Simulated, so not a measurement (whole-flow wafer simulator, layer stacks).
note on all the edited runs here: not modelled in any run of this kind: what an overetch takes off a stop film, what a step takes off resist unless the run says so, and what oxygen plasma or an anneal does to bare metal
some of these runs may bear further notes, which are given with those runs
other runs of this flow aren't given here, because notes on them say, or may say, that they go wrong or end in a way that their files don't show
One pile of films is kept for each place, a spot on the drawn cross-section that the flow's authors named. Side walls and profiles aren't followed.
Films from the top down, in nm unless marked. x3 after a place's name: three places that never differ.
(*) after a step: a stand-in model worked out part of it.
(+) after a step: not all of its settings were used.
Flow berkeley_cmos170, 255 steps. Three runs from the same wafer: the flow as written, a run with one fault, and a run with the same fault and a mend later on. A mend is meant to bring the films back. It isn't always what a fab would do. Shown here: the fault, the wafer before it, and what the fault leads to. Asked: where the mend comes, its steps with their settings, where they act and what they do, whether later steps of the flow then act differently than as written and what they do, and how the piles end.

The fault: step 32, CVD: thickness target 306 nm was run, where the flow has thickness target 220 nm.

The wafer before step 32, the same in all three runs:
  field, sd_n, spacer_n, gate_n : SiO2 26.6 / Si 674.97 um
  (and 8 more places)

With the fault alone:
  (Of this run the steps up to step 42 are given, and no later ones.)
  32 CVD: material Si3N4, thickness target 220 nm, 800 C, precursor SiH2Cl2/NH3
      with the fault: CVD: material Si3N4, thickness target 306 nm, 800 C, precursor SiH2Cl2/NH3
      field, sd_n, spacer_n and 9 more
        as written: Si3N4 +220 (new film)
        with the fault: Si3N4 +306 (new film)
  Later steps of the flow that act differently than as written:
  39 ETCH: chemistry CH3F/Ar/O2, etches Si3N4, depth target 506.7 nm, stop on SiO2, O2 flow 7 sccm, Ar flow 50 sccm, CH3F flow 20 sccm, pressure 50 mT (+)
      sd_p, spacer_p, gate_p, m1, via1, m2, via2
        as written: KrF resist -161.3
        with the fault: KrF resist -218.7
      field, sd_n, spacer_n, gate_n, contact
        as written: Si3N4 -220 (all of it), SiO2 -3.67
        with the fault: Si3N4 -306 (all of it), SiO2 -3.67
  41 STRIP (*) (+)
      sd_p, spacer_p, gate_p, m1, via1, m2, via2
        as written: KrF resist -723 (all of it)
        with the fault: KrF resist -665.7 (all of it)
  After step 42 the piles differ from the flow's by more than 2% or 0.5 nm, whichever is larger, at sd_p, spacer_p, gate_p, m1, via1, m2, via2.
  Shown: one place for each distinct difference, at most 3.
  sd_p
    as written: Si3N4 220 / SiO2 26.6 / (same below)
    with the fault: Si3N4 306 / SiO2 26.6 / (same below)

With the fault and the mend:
  The mend comes after step 32.
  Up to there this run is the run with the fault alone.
  32a ETCH: chemistry h3po4, depth target 351.9 nm
      field, sd_n, spacer_n and 9 more
        Si3N4 -306 (all of it)
  32b CLEAN: chemistry SPM (the flow's step 25 once more)
      changes no film at any place that is followed
  32c CVD: material Si3N4, thickness target 220 nm, 800 C, precursor SiH2Cl2/NH3 (the flow's step 32 once more)
      field, sd_n, spacer_n and 9 more
        Si3N4 +220 (new film)
  No later step of the flow acts differently than as written at any place that is followed.
  At the end the piles are the same as the flow's at every place that both follow.
